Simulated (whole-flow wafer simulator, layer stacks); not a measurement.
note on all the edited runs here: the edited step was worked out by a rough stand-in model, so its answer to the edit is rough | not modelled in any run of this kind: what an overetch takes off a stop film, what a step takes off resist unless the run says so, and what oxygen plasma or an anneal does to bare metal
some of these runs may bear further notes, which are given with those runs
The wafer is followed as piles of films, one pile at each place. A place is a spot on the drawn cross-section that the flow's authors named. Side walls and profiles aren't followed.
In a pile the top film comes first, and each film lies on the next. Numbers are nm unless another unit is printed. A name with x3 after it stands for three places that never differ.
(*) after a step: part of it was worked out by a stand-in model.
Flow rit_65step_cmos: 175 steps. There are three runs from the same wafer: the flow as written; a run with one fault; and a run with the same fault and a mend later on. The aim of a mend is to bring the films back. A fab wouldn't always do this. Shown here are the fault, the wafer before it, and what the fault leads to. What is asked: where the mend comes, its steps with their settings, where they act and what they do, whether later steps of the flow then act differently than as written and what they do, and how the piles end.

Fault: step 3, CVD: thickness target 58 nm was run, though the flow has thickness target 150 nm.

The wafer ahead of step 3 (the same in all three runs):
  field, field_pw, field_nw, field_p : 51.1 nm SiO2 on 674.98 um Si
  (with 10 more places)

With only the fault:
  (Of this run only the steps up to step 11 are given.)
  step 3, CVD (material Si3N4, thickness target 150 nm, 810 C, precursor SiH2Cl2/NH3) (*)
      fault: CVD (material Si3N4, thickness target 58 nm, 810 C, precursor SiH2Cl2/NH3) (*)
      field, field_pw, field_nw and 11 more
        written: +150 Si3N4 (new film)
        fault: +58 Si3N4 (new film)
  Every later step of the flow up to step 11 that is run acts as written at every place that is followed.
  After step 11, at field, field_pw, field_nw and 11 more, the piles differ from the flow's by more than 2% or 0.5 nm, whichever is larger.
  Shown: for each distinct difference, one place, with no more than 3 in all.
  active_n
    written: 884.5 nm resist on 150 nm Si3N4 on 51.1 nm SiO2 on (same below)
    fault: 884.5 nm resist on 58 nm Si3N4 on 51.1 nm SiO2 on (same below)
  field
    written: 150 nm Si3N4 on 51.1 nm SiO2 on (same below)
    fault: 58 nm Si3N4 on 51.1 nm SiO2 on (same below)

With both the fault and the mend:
  The mend stands after step 11.
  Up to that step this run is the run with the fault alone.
  step 11a, STRIP (resist, chemistry O2, 180 s) (*)
      active_n, active_p, gate_n and 7 more
        -884.5 resist (all of it)
  step 11b, CLEAN (chemistry SC2, 75 C, 600 s)
      leaves every film unchanged at each place that is followed
  step 11c, CVD (material Si3N4, thickness target 92 nm, 810 C, precursor SiH2Cl2/NH3) (*) (the flow's step 3 again, with other settings)
      field, field_pw, field_nw and 11 more
        +92 Si3N4
  step 11d, HMDS (140 C, 60 s) (the flow's step 5 again)
      leaves every film unchanged at each place that is followed
  step 11e, COAT (resist, thickness 1000 nm) (the flow's step 6 again)
      field, field_pw, field_nw and 11 more
        +1000 resist (new film)
  step 11f, SOFTBAKE (resist, 90 C, 60 s) (the flow's step 7 again)
      leaves every film unchanged at each place that is followed
  step 11g, EXPOSE (photomask M1, dose 225 mJ/cm2, NA 0.6, wavelength 365 nm) (the flow's step 8 again)
      leaves every film unchanged at each place that is followed
  step 11h, PEB (resist, 110 C, 60 s) (the flow's step 9 again)
      field, field_pw, field_nw and 11 more
        -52 resist
  step 11i, DEVELOP (resist, thickness 1000 nm, 50 s) (the flow's step 10 again)
      field, field_pw, field_nw, field_p
        -948 resist (all of it)
  step 11j, HARDBAKE (resist, 140 C, 60 s) (the flow's step 11 again)
      active_n, active_p, gate_n and 7 more
        -63.5 resist
  Every later step of the flow that is run acts as written at every place that is followed.
  At every place that both follow, the piles at the end match the flow's.
